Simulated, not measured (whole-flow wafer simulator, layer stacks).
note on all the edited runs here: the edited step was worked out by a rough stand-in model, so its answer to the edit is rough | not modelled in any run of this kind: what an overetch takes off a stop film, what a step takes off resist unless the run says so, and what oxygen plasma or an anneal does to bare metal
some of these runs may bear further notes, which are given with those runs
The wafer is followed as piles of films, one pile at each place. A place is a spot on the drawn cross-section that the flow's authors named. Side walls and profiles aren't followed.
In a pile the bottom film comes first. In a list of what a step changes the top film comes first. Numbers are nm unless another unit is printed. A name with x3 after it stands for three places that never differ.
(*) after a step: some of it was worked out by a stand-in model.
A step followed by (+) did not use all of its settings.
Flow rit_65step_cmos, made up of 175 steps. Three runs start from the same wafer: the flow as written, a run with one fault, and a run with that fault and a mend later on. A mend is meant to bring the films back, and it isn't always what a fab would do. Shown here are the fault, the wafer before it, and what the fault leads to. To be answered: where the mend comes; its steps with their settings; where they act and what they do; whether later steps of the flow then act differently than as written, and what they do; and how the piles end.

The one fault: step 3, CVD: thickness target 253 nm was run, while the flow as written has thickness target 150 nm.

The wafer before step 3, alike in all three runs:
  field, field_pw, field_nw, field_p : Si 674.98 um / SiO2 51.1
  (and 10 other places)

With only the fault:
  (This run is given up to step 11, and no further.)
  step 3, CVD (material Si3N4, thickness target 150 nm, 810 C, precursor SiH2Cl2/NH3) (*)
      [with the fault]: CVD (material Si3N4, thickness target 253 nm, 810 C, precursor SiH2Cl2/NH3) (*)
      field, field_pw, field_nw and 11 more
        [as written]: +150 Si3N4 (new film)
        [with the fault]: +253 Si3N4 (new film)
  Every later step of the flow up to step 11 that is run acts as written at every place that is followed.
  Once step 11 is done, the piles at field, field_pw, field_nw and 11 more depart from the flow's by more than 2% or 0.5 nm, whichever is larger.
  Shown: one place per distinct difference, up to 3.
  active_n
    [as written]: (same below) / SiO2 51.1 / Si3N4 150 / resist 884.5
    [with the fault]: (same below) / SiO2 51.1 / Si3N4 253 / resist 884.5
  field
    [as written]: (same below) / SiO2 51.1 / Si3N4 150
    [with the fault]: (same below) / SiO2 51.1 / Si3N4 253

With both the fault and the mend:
  The mend follows step 4.
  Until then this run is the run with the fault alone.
  step 4a, ETCHBACK (chemistry SF6/CHF3, etches Si3N4, depth target 103 nm, CHF3 flow 30 sccm, pressure 40 mT) (*) (+)
      field, field_pw, field_nw and 11 more
        -103 Si3N4
  Every later step of the flow that is run acts as written at every place that is followed.
  The piles end the same as the flow's at every place that both follow.
